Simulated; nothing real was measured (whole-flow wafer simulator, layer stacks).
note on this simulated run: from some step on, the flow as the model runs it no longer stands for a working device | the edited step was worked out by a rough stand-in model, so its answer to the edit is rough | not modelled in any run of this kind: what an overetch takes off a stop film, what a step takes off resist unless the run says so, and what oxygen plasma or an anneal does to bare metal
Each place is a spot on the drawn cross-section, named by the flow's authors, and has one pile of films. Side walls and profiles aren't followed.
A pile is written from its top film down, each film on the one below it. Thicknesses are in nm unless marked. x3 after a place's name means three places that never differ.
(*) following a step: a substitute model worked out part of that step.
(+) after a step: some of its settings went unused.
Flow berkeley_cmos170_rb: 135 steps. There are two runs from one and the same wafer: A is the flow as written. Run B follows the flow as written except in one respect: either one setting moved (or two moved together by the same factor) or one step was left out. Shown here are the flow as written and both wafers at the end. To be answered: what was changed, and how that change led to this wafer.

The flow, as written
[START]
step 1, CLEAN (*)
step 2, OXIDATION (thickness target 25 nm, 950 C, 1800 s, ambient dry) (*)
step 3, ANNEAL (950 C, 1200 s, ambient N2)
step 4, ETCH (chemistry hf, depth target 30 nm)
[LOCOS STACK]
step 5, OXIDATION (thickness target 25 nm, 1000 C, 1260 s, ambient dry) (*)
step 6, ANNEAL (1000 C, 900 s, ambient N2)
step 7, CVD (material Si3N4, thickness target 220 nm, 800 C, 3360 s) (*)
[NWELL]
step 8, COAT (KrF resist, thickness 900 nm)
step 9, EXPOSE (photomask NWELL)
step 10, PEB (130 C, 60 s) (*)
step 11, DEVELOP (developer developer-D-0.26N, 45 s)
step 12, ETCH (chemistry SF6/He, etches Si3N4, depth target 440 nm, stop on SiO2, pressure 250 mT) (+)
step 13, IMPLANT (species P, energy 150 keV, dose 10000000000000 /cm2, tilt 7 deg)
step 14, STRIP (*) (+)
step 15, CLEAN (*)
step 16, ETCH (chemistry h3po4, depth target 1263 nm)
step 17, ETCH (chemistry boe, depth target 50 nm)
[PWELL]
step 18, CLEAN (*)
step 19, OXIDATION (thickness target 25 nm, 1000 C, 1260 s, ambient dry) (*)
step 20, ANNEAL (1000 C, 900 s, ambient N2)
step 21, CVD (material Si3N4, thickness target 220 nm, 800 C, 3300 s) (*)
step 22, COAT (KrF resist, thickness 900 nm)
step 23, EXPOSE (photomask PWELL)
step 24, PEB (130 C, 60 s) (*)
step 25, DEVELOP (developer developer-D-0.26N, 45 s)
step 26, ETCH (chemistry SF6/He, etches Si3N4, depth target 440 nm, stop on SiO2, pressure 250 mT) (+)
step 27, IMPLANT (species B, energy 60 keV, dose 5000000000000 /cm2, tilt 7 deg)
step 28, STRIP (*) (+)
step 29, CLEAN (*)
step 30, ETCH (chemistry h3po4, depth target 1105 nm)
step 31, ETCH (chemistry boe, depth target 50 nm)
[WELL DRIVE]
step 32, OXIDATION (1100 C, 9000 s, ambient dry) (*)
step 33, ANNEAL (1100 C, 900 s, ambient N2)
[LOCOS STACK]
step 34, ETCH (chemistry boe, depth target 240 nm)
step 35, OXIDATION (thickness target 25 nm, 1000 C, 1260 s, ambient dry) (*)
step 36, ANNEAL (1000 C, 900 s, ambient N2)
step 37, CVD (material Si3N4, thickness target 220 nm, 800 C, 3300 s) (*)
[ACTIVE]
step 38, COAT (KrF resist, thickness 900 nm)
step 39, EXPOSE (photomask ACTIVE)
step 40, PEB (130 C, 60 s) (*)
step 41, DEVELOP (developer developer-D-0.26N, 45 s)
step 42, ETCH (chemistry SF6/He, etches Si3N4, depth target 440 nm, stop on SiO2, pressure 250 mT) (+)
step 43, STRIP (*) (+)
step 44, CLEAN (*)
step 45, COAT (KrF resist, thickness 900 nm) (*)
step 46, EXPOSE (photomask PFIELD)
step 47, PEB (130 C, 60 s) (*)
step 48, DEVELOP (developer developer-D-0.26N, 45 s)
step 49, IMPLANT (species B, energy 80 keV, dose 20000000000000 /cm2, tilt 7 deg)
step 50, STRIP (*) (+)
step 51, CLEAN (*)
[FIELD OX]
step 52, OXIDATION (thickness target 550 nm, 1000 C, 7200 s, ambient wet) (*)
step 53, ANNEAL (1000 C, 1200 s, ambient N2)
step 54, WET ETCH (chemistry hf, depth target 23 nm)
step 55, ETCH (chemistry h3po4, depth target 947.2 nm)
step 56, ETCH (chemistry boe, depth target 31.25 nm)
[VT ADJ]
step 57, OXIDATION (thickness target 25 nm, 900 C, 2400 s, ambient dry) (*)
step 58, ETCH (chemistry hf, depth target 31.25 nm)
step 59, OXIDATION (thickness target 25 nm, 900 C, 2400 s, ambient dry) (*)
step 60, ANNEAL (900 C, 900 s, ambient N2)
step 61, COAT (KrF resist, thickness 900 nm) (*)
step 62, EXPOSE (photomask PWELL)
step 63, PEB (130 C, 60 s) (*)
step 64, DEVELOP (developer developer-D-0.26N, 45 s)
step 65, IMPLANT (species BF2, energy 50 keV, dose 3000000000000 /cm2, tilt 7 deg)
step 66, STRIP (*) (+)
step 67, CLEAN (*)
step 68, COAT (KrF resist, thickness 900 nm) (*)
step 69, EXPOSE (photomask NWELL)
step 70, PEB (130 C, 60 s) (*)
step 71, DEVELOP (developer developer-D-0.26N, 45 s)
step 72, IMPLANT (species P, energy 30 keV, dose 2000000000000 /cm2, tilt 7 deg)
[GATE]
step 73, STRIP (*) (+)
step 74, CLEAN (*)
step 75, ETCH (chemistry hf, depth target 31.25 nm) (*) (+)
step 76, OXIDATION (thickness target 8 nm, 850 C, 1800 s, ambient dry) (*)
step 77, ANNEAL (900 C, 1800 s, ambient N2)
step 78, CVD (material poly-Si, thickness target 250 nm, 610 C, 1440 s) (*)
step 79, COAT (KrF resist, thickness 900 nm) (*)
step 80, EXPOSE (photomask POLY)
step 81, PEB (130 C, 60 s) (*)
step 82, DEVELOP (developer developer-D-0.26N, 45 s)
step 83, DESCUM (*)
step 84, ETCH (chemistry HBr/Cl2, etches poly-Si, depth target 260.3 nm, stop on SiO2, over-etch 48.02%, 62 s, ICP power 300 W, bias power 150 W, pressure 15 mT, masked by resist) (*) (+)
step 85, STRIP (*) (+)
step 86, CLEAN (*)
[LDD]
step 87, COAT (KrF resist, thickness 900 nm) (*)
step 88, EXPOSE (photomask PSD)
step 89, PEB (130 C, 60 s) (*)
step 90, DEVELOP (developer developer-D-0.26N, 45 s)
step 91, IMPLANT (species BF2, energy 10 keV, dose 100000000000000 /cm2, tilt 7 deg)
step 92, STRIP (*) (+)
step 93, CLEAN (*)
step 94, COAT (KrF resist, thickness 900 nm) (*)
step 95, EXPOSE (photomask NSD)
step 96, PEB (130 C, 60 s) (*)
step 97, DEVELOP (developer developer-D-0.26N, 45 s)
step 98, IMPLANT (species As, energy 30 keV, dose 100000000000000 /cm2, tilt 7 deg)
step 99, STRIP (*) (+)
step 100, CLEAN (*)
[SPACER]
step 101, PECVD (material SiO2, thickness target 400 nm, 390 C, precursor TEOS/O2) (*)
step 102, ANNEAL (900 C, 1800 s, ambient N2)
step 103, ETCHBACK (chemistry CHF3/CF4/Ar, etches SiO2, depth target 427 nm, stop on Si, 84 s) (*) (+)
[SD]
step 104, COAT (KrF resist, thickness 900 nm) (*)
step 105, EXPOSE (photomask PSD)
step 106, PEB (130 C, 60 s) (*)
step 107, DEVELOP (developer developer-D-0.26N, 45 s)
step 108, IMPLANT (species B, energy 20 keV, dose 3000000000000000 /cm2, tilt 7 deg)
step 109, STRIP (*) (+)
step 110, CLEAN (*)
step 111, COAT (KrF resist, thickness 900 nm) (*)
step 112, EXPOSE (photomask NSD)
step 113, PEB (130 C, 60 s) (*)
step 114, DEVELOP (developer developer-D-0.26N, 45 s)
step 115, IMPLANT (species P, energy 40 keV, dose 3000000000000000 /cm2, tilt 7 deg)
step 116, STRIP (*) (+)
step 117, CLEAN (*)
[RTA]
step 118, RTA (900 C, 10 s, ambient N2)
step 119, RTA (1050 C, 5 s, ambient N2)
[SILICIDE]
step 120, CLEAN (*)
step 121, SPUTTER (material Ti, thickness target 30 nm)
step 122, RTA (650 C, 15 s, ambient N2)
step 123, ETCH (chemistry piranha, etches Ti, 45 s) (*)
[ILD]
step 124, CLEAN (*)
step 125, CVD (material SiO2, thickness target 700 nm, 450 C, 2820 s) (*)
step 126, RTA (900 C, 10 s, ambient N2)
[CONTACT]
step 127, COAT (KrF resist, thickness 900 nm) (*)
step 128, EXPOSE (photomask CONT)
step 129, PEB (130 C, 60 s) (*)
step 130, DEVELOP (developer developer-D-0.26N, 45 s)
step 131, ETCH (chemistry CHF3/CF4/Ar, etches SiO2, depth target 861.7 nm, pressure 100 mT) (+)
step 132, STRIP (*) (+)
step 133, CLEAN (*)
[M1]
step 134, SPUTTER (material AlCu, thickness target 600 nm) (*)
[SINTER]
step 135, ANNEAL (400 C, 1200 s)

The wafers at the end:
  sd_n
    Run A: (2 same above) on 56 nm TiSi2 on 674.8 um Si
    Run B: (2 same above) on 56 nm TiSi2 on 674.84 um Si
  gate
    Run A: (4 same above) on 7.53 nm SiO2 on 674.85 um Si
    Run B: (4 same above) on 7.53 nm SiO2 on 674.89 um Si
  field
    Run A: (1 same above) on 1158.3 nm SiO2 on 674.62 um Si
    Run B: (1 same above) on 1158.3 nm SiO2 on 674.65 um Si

The reason: step 32, OXIDATION: 3600 s was run, whereas the flow has 9000 s.

The path from the change to this, step by step:
  step 32, OXIDATION (1100 C, 9000 s, ambient dry) (*)
      field, sd_n, spacer_n and 6 more: A SiO2 gains 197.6 (new film), Si loses 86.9 | B SiO2 gains 112.4 (new film), Si loses 49.5
  step 34, ETCH (chemistry boe, depth target 240 nm)
      field, sd_n, spacer_n and 6 more: A SiO2 loses 197.6 (all of it) | B SiO2 loses 112.4 (all of it)
